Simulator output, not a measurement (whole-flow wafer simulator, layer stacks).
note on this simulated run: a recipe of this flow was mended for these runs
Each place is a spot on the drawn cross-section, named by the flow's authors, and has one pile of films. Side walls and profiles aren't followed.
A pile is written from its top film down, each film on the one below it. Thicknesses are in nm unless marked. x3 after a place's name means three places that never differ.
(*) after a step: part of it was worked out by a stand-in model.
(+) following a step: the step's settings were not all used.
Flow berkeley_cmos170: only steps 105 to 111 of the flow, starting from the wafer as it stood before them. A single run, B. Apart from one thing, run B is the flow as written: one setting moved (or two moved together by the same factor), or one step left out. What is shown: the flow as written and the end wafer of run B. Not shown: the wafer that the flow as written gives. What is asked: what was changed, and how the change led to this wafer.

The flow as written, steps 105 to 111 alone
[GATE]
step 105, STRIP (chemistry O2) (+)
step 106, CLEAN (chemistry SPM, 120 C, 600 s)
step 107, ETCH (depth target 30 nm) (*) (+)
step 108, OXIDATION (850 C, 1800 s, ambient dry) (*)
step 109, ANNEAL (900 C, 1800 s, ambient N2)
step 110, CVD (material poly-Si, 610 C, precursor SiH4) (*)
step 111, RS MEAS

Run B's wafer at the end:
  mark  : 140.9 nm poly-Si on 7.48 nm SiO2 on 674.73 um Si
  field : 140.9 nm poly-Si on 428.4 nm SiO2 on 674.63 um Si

Cause: step 110, CVD: 590 C was run, though the flow has 610 C.

The path from the change to this, step by step:
  step 110, CVD (material poly-Si, 610 C, precursor SiH4) (*)
      field, mark, sd_n and 10 more: +140.9 poly-Si (new film) (it would be, as written: +213.7 poly-Si (new film))
